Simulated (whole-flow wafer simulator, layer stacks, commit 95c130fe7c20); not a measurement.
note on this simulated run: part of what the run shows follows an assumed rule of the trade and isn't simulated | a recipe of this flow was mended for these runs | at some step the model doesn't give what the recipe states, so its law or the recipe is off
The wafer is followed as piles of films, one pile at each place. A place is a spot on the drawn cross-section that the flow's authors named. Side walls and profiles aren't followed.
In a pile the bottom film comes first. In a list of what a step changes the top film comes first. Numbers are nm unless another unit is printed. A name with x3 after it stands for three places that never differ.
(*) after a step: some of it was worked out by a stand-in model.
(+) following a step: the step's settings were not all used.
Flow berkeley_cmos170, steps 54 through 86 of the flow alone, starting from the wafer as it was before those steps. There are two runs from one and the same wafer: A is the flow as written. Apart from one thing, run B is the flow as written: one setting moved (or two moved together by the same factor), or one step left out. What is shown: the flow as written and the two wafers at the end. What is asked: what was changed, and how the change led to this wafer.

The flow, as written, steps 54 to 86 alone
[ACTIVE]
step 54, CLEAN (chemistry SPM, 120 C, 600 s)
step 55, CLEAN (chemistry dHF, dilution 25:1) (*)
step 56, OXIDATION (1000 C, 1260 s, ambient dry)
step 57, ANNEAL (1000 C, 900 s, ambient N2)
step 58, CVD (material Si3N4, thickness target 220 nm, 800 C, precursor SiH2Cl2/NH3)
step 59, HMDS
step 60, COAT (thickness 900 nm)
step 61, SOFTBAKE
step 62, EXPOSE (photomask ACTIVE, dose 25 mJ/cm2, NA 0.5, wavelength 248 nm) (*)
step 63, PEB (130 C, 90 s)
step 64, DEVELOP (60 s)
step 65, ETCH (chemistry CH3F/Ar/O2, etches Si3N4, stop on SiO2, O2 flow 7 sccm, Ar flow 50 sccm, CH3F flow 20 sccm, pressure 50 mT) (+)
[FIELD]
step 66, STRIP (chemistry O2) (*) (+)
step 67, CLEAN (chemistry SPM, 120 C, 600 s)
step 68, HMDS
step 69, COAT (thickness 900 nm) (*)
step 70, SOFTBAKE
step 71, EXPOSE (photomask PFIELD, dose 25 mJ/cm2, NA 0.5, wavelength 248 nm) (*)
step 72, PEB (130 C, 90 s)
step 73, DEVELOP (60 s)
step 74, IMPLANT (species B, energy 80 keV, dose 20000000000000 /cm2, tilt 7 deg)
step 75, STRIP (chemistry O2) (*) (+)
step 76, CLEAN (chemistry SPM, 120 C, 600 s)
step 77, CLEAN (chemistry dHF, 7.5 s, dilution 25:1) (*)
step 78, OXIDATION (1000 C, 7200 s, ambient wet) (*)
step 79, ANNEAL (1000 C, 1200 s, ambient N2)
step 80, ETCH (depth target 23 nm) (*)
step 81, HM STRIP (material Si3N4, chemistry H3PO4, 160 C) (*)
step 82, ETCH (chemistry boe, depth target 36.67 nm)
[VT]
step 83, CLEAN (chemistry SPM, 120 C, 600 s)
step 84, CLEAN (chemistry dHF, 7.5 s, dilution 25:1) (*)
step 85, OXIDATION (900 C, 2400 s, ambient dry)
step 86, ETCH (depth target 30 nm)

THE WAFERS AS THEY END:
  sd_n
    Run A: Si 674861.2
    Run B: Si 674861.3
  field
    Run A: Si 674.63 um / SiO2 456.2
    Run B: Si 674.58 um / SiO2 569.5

The reason: step 58, CVD: thickness target 299 nm was run, whereas the flow has thickness target 220 nm; step 78, OXIDATION: 9792 s was run, where the flow has 7200 s.

How this came from the change, step by step:
  step 58, CVD (material Si3N4, thickness target 220 nm, 800 C, precursor SiH2Cl2/NH3)
      field, mark, sd_n and 10 more: A +220 Si3N4 (new film) | B +299 Si3N4 (new film)
  step 65, ETCH (chemistry CH3F/Ar/O2, etches Si3N4, stop on SiO2, O2 flow 7 sccm, Ar flow 50 sccm, CH3F flow 20 sccm, pressure 50 mT) (+)
      mark, sd_n, spacer_n and 9 more: A -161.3 KrF-resist | B -214 KrF-resist
      field: A -220 Si3N4 (all of it), -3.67 SiO2 | B -299 Si3N4 (all of it), -3.67 SiO2
  step 66, STRIP (chemistry O2) (*) (+)
      mark, sd_n, spacer_n and 9 more: A -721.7 KrF-resist (all of it) | B -669.1 KrF-resist (all of it)
  step 69, COAT (thickness 900 nm) (*)
      field: A +957.2 KrF-resist (new film) | B +978.5 KrF-resist (new film)
      sd_n: A +784.1 KrF-resist (new film) | B +746 KrF-resist (new film)
      (also at 10 further places)
  step 73, DEVELOP (60 s)
      field: A -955 KrF-resist (all of it) | B -976.3 KrF-resist (all of it)
  step 75, STRIP (chemistry O2) (*) (+)
      sd_n: A -767.4 KrF-resist (all of it) | B -729.4 KrF-resist (all of it)
      spacer_n: A -803.4 KrF-resist (all of it) | B -777.1 KrF-resist (all of it)
      (also at 9 further places)
  step 78, OXIDATION (1000 C, 7200 s, ambient wet) (*)
      sd_n, sd_p: A +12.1 SiO2 (new film), -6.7 Si3N4, +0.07 SiO2, -0.07 Si | B +15.3 SiO2 (new film), -8.43 Si3N4
      mark, spacer_n, gate_n and 7 more: A +12.1 SiO2 (new film), -6.7 Si3N4 | B +15.3 SiO2 (new film), -8.43 Si3N4
      (also at 1 further place)
  step 80, ETCH (depth target 23 nm) (*)
      mark, sd_n, spacer_n and 9 more: A -12.1 SiO2 (all of it), -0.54 Si3N4 | B -15.3 SiO2 (all of it), -0.39 Si3N4
  step 81, HM STRIP (material Si3N4, chemistry H3PO4, 160 C) (*)
      mark, sd_n, spacer_n and 9 more: A -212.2 Si3N4 (all of it), -11.1 SiO2 | B -289.6 Si3N4 (all of it), -15.1 SiO2
      field: A -17.7 SiO2 | B -24.2 SiO2
  step 82, ETCH (chemistry boe, depth target 36.67 nm)
      mark, sd_n, spacer_n and 9 more: A -15.5 SiO2 (all of it) | B -11.4 SiO2 (all of it)
